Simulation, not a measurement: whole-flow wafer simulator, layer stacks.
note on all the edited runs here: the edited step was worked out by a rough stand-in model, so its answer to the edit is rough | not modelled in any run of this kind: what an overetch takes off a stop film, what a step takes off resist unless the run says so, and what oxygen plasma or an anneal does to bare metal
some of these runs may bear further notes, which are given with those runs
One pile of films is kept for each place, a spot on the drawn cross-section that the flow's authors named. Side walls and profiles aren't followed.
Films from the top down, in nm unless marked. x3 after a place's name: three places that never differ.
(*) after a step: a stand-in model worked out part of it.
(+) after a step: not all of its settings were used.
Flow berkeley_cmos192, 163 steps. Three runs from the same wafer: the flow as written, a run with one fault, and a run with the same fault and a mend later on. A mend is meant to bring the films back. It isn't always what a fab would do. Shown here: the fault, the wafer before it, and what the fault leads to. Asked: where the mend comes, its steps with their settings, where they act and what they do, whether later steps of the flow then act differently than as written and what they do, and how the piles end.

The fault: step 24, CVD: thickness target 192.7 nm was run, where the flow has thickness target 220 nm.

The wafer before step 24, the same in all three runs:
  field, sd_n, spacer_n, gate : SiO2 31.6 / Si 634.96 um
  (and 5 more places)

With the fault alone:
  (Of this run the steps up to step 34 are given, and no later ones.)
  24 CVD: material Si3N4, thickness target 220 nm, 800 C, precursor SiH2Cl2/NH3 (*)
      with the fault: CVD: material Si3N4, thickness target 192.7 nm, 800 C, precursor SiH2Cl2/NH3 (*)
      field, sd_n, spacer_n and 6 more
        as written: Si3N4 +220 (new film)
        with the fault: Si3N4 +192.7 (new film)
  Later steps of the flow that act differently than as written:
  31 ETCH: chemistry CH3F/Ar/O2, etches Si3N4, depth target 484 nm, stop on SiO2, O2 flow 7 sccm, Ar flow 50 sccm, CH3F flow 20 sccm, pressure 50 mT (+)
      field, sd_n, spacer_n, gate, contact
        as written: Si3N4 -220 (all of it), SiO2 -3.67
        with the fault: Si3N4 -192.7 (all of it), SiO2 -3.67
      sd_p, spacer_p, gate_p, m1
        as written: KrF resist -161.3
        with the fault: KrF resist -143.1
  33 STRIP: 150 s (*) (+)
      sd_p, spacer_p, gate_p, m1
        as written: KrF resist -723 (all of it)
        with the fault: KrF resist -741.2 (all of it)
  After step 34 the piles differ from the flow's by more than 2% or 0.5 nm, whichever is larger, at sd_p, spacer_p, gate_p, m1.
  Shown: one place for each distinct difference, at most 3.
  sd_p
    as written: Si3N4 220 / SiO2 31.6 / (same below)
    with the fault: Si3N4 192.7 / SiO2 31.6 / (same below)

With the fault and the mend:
  The mend comes after step 24.
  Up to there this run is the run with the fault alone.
  24a CVD: material Si3N4, thickness target 27.28 nm, 800 C, precursor SiH2Cl2/NH3 (*) (the flow's step 24 once more, with other settings)
      field, sd_n, spacer_n and 6 more
        Si3N4 +27.3
  No later step of the flow acts differently than as written at any place that is followed.
  At the end the piles are the same as the flow's at every place that both follow.
